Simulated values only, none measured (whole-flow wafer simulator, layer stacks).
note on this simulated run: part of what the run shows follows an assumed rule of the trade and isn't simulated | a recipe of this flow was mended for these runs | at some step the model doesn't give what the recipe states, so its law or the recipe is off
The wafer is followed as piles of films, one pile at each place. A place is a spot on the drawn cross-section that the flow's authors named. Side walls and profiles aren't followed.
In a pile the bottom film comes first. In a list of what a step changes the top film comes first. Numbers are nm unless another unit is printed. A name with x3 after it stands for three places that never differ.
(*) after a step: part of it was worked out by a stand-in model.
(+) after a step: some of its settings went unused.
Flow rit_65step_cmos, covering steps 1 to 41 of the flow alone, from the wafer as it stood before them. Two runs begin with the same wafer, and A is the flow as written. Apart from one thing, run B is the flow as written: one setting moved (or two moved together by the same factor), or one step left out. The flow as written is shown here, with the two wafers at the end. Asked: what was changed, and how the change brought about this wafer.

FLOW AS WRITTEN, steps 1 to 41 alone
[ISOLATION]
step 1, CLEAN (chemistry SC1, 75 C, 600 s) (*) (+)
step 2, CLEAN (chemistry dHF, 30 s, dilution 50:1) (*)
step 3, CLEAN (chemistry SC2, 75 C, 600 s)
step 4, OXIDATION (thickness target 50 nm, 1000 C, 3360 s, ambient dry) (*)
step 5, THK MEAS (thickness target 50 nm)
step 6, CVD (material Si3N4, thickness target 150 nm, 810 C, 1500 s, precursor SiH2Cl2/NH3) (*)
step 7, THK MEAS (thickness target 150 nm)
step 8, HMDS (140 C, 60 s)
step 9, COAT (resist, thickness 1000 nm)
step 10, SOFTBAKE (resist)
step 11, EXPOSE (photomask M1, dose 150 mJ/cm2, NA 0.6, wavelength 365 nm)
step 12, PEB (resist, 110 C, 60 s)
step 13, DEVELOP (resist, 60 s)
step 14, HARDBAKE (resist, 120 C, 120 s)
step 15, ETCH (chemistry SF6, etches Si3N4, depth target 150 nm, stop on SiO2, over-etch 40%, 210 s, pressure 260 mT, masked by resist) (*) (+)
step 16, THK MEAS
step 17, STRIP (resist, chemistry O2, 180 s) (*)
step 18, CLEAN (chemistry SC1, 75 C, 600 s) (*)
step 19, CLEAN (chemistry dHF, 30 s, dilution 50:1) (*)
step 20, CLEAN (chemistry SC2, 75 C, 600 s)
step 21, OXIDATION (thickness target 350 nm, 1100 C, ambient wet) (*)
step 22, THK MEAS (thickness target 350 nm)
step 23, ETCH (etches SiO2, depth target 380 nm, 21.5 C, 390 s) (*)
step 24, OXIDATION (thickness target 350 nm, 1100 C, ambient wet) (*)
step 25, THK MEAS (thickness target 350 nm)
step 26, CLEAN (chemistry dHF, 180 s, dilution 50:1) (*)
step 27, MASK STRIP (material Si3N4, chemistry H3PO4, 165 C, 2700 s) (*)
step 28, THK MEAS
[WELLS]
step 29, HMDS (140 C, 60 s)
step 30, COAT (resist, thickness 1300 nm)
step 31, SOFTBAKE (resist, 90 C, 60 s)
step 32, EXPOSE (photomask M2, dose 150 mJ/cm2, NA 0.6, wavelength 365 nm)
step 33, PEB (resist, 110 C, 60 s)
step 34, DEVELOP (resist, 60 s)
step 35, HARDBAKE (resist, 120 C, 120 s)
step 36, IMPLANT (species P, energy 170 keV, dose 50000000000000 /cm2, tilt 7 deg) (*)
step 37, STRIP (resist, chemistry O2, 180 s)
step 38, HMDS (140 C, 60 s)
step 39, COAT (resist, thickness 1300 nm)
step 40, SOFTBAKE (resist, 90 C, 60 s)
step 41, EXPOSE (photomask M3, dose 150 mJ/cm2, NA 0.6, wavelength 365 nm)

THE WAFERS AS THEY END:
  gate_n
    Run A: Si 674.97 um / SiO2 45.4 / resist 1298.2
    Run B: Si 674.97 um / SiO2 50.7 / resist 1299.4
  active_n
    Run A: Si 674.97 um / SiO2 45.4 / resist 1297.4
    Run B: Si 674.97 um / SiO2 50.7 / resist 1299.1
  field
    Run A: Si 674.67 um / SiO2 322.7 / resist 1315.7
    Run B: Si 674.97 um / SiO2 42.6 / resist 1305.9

What caused this: step 6, CVD: thickness target 285 nm was run, whereas the flow has thickness target 150 nm; step 6, CVD: 2850 s was run, where the flow has 1500 s.

The path from the change to this, step by step:
  step 6, CVD (material Si3N4, thickness target 150 nm, 810 C, 1500 s, precursor SiH2Cl2/NH3) (*)
      field, field_pw, field_nw and 11 more: A +150 Si3N4 (new film) | B +285 Si3N4 (new film)
  step 15, ETCH (chemistry SF6, etches Si3N4, depth target 150 nm, stop on SiO2, over-etch 40%, 210 s, pressure 260 mT, masked by resist) (*) (+)
      field, field_pw, field_nw, field_p: A -150 Si3N4 (all of it), -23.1 SiO2 | B -210 Si3N4
  step 18, CLEAN (chemistry SC1, 75 C, 600 s) (*)
      field, field_pw, field_nw, field_p: A -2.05 SiO2 | B -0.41 Si3N4
  step 19, CLEAN (chemistry dHF, 30 s, dilution 50:1) (*)
      field, field_pw, field_nw, field_p: A -2.78 SiO2 | B -0.43 Si3N4
  step 21, OXIDATION (thickness target 350 nm, 1100 C, ambient wet) (*)
      gate_n, gate_p, spacer, spacer_p, sd_n, sd_p, contact, m1: A +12 SiO2 (new film), -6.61 Si3N4, +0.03 SiO2 | B +12 SiO2 (new film), -6.61 Si3N4
      field, field_p: A +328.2 SiO2, -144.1 Si | B +12 SiO2 (new film), -6.61 Si3N4
      (and at 2 other places as well)
  step 23, ETCH (etches SiO2, depth target 380 nm, 21.5 C, 390 s) (*)
      field, field_p: A -351.3 SiO2 (all of it), -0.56 Si | B -12 SiO2 (all of it), -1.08 Si3N4
      field_pw, field_nw: A -355.4 SiO2 (all of it), -0.49 Si | B -12 SiO2 (all of it), -1.08 Si3N4
      (and at 10 other places as well)
  step 24, OXIDATION (thickness target 350 nm, 1100 C, ambient wet) (*)
      field, field_pw, field_nw, field_p: A +350 SiO2 (new film), -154 Si | B +12 SiO2 (new film), -6.61 Si3N4
  step 26, CLEAN (chemistry dHF, 180 s, dilution 50:1) (*)
      field, field_pw, field_nw, field_p: A -16.7 SiO2 | B -12 SiO2 (all of it), -0.44 Si3N4
  step 27, MASK STRIP (material Si3N4, chemistry H3PO4, 165 C, 2700 s) (*)
      field, field_pw, field_nw, field_p: A -10.7 SiO2 | B -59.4 Si3N4 (all of it), -8.4 SiO2
      active_n, active_p, gate_n and 7 more: A -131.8 Si3N4 (all of it), -5.64 SiO2 | B -269.4 Si3N4 (all of it), -0.39 SiO2
